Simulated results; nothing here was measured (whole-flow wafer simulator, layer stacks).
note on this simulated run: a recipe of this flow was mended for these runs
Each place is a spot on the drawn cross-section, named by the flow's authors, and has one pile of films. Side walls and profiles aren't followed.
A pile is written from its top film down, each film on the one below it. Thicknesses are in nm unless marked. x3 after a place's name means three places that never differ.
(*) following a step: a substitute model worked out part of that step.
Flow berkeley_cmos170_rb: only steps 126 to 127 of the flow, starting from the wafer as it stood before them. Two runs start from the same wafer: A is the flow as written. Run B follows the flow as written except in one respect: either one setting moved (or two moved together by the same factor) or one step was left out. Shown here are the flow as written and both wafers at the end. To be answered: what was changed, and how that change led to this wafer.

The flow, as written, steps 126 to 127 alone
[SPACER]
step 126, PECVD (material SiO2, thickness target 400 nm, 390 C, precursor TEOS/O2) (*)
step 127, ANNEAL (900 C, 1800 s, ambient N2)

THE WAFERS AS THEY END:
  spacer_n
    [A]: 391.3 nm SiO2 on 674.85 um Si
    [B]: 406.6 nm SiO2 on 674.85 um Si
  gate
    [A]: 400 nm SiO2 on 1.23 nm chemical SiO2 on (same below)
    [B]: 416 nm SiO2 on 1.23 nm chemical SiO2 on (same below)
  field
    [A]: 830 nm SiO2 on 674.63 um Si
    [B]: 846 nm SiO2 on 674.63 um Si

What caused this: step 126, PECVD: thickness target 416 nm was run, while the flow as written has thickness target 400 nm.
One can read it off the wafer: gate has SiO2 416, and step 126 as written asks for 400 nm.

The path from the change to this, step by step:
  step 126, PECVD (material SiO2, thickness target 400 nm, 390 C, precursor TEOS/O2) (*)
      field, sd_n, contact, m1: A +400 SiO2 | B +416 SiO2
      spacer_n, sd_p, spacer_p: A +385.3 SiO2 | B +400.6 SiO2
      (as well as at 2 more places)
